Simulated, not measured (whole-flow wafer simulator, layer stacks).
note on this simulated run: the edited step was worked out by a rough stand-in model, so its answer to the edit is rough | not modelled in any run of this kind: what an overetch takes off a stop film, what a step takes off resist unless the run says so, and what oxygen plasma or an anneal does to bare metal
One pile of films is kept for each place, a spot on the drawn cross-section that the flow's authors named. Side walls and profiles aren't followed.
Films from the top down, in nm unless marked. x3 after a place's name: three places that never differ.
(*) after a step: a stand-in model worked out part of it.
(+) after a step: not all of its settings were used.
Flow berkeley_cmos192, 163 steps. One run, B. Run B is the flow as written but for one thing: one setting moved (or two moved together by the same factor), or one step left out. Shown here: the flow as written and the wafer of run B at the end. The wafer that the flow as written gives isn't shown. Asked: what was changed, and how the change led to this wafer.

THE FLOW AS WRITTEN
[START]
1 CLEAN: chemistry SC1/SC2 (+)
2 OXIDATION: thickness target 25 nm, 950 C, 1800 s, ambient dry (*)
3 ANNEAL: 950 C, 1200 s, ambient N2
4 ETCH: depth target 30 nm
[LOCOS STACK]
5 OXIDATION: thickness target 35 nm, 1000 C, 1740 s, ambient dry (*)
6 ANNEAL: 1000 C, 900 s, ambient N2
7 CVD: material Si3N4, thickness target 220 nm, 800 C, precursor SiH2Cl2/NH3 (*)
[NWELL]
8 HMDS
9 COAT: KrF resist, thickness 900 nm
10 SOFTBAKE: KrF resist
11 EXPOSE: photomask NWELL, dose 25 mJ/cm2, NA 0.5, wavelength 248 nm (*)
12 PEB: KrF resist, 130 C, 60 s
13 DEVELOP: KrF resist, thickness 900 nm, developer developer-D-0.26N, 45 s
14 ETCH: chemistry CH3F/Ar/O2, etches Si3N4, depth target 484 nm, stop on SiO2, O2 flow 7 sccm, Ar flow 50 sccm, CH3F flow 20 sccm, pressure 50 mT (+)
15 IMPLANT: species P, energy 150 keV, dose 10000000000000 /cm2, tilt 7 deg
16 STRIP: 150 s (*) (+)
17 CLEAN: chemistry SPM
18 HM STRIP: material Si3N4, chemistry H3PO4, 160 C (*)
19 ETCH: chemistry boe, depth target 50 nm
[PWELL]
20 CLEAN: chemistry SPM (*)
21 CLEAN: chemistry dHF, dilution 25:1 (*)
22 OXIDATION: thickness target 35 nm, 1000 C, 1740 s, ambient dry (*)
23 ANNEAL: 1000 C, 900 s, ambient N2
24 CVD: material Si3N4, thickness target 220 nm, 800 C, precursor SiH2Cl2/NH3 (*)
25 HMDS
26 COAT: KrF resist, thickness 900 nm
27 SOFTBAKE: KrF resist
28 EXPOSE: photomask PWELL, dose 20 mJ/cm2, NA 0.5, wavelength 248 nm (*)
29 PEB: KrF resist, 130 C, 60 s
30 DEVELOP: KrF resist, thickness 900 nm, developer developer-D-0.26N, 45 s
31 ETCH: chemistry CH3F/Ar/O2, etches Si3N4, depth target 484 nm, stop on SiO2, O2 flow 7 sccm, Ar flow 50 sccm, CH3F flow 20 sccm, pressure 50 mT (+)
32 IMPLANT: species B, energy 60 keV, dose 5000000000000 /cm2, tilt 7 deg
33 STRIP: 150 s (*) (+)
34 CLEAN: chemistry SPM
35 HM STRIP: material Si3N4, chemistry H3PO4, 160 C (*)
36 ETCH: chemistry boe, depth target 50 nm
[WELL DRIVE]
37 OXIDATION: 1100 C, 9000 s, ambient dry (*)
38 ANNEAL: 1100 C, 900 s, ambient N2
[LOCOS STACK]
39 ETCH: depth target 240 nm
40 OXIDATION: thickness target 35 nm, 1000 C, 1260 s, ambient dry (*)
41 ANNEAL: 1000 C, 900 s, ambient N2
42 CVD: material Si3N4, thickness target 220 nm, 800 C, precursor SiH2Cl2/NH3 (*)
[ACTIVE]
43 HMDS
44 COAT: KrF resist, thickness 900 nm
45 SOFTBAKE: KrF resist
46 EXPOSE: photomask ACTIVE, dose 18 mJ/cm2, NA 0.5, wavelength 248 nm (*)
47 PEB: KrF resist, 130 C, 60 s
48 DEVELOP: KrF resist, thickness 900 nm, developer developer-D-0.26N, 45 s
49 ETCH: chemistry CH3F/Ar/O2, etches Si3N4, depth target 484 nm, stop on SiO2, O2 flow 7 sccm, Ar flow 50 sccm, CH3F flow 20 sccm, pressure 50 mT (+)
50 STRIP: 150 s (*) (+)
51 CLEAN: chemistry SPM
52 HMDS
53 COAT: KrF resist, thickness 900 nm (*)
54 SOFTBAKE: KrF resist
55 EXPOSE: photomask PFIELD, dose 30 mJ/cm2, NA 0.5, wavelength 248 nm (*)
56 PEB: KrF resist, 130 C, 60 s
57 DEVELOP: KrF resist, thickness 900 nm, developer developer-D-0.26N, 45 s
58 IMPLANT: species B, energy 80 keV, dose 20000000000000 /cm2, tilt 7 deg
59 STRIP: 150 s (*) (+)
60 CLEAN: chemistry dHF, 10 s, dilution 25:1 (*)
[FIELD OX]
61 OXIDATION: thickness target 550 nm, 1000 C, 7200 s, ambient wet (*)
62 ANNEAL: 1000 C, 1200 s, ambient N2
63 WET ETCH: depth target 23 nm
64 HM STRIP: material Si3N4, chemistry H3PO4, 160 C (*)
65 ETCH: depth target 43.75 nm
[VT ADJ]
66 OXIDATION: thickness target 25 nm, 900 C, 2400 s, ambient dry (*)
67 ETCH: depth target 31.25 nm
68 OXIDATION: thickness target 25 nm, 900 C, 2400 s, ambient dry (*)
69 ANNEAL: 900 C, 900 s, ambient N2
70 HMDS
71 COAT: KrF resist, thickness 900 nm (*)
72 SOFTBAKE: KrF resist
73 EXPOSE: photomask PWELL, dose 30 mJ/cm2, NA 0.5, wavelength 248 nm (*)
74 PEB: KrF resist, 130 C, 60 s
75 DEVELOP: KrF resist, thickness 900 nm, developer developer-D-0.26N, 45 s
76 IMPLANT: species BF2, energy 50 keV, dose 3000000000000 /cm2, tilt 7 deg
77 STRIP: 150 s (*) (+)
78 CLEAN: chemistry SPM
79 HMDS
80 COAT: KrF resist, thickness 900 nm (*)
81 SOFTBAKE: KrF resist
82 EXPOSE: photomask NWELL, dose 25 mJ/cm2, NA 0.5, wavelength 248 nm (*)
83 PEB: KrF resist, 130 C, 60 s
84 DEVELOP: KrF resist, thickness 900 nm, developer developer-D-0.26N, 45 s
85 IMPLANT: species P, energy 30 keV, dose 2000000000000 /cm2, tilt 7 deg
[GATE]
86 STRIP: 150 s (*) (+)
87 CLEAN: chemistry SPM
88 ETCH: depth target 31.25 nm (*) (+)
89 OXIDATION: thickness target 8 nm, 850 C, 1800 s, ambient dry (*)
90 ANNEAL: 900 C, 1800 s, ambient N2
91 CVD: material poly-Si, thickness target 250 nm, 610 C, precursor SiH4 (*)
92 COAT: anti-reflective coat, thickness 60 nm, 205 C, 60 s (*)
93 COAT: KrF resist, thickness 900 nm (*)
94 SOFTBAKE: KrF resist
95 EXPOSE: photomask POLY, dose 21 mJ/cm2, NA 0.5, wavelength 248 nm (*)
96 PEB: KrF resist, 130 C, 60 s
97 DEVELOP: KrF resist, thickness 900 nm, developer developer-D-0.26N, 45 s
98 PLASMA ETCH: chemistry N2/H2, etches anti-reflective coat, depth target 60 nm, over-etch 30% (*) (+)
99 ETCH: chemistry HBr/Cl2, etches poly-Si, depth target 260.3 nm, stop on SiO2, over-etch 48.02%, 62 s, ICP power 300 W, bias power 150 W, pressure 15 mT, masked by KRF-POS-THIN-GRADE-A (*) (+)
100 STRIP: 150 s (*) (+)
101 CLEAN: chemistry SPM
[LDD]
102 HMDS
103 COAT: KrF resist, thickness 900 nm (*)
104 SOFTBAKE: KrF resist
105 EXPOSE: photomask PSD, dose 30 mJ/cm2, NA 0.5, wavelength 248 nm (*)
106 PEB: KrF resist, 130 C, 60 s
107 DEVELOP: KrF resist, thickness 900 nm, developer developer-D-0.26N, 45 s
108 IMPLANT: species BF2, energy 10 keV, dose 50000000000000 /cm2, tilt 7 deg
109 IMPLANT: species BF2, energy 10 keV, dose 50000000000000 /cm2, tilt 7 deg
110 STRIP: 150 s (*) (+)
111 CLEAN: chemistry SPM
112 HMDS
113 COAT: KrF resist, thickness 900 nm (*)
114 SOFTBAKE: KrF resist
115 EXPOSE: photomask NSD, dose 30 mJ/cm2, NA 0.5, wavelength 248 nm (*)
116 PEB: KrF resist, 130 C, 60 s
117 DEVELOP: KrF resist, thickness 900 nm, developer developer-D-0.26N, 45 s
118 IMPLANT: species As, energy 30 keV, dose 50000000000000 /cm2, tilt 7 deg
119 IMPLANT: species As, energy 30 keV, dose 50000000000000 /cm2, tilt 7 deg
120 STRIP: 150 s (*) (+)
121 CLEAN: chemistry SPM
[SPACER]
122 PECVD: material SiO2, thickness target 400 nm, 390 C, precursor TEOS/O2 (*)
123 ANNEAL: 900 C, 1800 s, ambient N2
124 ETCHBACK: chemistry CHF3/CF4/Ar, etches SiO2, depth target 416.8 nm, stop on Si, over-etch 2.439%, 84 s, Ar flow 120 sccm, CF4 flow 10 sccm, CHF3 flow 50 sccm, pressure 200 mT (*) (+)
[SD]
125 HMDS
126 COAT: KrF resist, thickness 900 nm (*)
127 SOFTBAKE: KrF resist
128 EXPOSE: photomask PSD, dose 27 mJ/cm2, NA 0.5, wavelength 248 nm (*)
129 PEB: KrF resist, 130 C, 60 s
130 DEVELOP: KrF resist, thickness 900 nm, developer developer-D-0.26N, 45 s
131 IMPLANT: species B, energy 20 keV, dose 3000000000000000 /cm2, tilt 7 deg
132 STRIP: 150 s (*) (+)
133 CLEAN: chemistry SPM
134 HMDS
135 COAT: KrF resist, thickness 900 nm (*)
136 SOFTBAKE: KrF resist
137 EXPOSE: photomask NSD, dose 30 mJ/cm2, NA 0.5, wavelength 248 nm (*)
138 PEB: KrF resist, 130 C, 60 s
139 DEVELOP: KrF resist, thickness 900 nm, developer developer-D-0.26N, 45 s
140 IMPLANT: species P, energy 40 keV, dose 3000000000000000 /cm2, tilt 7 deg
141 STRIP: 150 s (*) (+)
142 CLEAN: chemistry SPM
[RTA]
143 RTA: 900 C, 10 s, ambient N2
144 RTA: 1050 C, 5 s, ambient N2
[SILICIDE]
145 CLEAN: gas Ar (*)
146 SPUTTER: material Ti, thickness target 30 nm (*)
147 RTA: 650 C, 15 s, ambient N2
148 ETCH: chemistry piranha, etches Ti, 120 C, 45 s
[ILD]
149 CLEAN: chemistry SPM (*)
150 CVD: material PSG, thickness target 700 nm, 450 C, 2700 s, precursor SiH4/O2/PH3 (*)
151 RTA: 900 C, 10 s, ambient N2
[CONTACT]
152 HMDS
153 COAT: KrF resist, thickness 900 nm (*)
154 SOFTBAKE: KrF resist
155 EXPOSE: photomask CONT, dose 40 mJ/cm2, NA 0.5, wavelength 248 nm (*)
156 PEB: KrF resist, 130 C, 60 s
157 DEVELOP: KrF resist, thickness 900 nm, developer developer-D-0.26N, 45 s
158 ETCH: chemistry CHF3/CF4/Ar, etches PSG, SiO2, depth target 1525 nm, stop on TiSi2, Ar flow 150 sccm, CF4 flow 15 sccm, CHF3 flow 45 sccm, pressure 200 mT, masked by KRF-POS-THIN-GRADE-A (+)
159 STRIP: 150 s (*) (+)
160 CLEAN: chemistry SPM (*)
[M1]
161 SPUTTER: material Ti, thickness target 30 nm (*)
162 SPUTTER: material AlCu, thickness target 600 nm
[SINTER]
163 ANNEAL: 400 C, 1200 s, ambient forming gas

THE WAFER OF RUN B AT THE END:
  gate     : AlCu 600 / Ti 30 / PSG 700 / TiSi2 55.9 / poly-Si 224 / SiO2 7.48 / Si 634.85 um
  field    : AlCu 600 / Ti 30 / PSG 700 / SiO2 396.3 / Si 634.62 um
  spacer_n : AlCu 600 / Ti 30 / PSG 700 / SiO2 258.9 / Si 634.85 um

The cause: step 91, CVD: thickness target 283 nm was run, where the flow has thickness target 250 nm.

How the change led to this, step by step:
  91 CVD: material poly-Si, thickness target 250 nm, 610 C, precursor SiH4 (*)
      field, sd_n, spacer_n and 6 more: poly-Si +283 (new film) (as written it would be: poly-Si +250 (new film))
  99 ETCH: chemistry HBr/Cl2, etches poly-Si, depth target 260.3 nm, stop on SiO2, over-etch 48.02%, 62 s, ICP power 300 W, bias power 150 W, pressure 15 mT, masked by KRF-POS-THIN-GRADE-A (*) (+)
      spacer_n, spacer_p: poly-Si -278.7 (all of it), SiO2 -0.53 (as written it would be: poly-Si -245.8 (all of it), SiO2 -1.74)
      field: poly-Si -278.8 (all of it), SiO2 -0.53 (as written it would be: poly-Si -245.8 (all of it), SiO2 -1.74)
      (and at 4 more places)
  103 COAT: KrF resist, thickness 900 nm (*)
      gate: KrF resist +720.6 (new film) (as written it would be: KrF resist +748 (new film))
      gate_p: KrF resist +716.7 (new film) (as written it would be: KrF resist +744.1 (new film))
  107 DEVELOP: KrF resist, thickness 900 nm, developer developer-D-0.26N, 45 s
      gate_p: KrF resist -715.6 (all of it) (as written it would be: KrF resist -742.9 (all of it))
  110 STRIP: 150 s (*) (+)
      gate: KrF resist -705.3 (all of it), chemical SiO2 +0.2, poly-Si -0.09 (as written it would be: KrF resist -732.7 (all of it), chemical SiO2 +0.2, poly-Si -0.09)
  113 COAT: KrF resist, thickness 900 nm (*)
      gate: KrF resist +720.5 (new film) (as written it would be: KrF resist +747.9 (new film))
      gate_p: KrF resist +716.5 (new film) (as written it would be: KrF resist +743.9 (new film))
  117 DEVELOP: KrF resist, thickness 900 nm, developer developer-D-0.26N, 45 s
      gate: KrF resist -719.4 (all of it) (as written it would be: KrF resist -746.8 (all of it))
  120 STRIP: 150 s (*) (+)
      gate_p: KrF resist -701.3 (all of it), chemical SiO2 +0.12, poly-Si -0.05 (as written it would be: KrF resist -728.6 (all of it), chemical SiO2 +0.12, poly-Si -0.05)
  124 ETCHBACK: chemistry CHF3/CF4/Ar, etches SiO2, depth target 416.8 nm, stop on Si, over-etch 2.439%, 84 s, Ar flow 120 sccm, CF4 flow 10 sccm, CHF3 flow 50 sccm, pressure 200 mT (*) (+)
      spacer_n: SiO2 -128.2 (as written it would be: SiO2 -160)
      spacer_p: SiO2 -128.1 (as written it would be: SiO2 -159.9)
  126 COAT: KrF resist, thickness 900 nm (*)
      spacer_n: KrF resist +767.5 (new film) (as written it would be: KrF resist +791.6 (new film))
      gate: KrF resist +747.9 (new film) (as written it would be: KrF resist +771.5 (new film))
      (and at 2 more places)
  130 DEVELOP: KrF resist, thickness 900 nm, developer developer-D-0.26N, 45 s
      spacer_p: KrF resist -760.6 (all of it) (as written it would be: KrF resist -784.6 (all of it))
      gate_p: KrF resist -740.9 (all of it) (as written it would be: KrF resist -764.3 (all of it))
  132 STRIP: 150 s (*) (+)
      spacer_n: KrF resist -752.1 (all of it) (as written it would be: KrF resist -776.1 (all of it))
      gate: chemical SiO2 +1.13 (new film), KrF resist -732.6 (all of it), poly-Si -0.5 (as written it would be: chemical SiO2 +1.13 (new film), KrF resist -756.1 (all of it), poly-Si -0.5)
  135 COAT: KrF resist, thickness 900 nm (*)
      spacer_n: KrF resist +767.8 (new film) (as written it would be: KrF resist +791.1 (new film))
      gate: KrF resist +747.6 (new film) (as written it would be: KrF resist +770.3 (new film))
      (and at 2 more places)
  139 DEVELOP: KrF resist, thickness 900 nm, developer developer-D-0.26N, 45 s
      spacer_n: KrF resist -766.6 (all of it) (as written it would be: KrF resist -789.9 (all of it))
      gate: KrF resist -746.4 (all of it) (as written it would be: KrF resist -769.1 (all of it))
  141 STRIP: 150 s (*) (+)
      spacer_p: KrF resist -746.7 (all of it) (as written it would be: KrF resist -770.2 (all of it))
      gate_p: KrF resist -726.3 (all of it), chemical SiO2 +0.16 (as written it would be: KrF resist -749.1 (all of it), chemical SiO2 +0.16)
  153 COAT: KrF resist, thickness 900 nm (*)
      spacer_n: KrF resist +811.9 (new film) (as written it would be: KrF resist +829.8 (new film))
      spacer_p: KrF resist +797.9 (new film) (as written it would be: KrF resist +815.2 (new film))
  159 STRIP: 150 s (*) (+)
      spacer_n: KrF resist -602.4 (all of it) (as written it would be: KrF resist -620.3 (all of it))
      gate: KrF resist -584.3 (all of it) (as written it would be: KrF resist -600.1 (all of it))
      (and at 2 more places)
